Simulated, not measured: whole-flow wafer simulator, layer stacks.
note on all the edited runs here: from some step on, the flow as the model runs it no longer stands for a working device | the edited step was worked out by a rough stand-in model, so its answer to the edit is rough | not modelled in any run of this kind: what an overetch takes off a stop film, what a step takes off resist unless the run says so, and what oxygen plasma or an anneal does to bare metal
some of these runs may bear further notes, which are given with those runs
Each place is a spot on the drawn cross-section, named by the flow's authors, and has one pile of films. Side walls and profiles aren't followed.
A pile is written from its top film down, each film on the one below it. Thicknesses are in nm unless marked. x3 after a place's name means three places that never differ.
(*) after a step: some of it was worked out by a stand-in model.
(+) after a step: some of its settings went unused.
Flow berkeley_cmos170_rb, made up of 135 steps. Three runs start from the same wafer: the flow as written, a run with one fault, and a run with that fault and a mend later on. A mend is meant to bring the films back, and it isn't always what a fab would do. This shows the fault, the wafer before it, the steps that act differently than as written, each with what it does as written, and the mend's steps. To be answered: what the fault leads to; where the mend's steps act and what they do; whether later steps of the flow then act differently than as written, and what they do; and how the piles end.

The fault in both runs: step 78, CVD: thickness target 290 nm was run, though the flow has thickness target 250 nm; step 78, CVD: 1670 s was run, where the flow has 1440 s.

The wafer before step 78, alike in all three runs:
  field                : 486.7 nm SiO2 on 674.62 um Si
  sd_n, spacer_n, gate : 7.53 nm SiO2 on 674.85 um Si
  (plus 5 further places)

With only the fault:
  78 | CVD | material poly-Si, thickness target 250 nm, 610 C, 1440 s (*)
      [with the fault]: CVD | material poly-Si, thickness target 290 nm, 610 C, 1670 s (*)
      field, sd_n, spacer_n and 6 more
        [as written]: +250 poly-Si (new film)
        [with the fault]: +290 poly-Si (new film)
  Later steps of the flow acting differently than as written (not shown: 6 more steps that differ only slightly, by at most 2% or 0.5 nm, whichever is larger):
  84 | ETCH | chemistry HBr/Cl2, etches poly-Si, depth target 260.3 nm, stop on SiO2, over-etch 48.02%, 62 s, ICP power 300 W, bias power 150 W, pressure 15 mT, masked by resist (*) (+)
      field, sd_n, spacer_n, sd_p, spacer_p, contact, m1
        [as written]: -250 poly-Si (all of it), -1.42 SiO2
        [with the fault]: -290 poly-Si (all of it), -0.48 SiO2
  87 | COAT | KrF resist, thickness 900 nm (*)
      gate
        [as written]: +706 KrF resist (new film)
        [with the fault]: +675.9 KrF resist (new film)
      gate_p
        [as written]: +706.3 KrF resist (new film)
        [with the fault]: +676.4 KrF resist (new film)
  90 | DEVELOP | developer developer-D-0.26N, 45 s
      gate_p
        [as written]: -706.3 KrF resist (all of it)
        [with the fault]: -676.4 KrF resist (all of it)
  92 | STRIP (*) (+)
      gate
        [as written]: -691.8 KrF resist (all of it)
        [with the fault]: -661.7 KrF resist (all of it)
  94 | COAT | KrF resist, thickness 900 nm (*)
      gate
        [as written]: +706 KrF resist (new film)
        [with the fault]: +675.9 KrF resist (new film)
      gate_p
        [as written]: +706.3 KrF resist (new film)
        [with the fault]: +676.4 KrF resist (new film)
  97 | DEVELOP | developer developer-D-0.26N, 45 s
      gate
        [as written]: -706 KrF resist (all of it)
        [with the fault]: -675.9 KrF resist (all of it)
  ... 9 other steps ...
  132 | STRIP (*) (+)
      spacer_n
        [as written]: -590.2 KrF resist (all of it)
        [with the fault]: -571.6 KrF resist (all of it)
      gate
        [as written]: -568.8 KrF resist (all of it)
        [with the fault]: -552.9 KrF resist (all of it)
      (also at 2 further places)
  By the end, the piles at spacer_n, gate, spacer_p, gate_p depart from the flow's by more than 2% or 0.5 nm, whichever is larger.
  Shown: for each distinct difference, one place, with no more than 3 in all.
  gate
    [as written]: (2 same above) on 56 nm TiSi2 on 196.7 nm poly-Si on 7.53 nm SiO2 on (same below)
    [with the fault]: (2 same above) on 56 nm TiSi2 on 236.7 nm poly-Si on 7.53 nm SiO2 on (same below)
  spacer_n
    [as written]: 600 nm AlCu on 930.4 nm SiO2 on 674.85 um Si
    [with the fault]: 600 nm AlCu on 970.4 nm SiO2 on 674.85 um Si
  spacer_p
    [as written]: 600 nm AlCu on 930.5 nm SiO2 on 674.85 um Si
    [with the fault]: 600 nm AlCu on 970.5 nm SiO2 on 674.85 um Si

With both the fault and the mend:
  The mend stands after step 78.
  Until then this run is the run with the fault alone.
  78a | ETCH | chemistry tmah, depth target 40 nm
      field, sd_n, spacer_n and 6 more
        -40 poly-Si
  Later steps of the flow that are run all act as written at every place that is followed.
  By the end, the piles equal the flow's at every place that both follow.
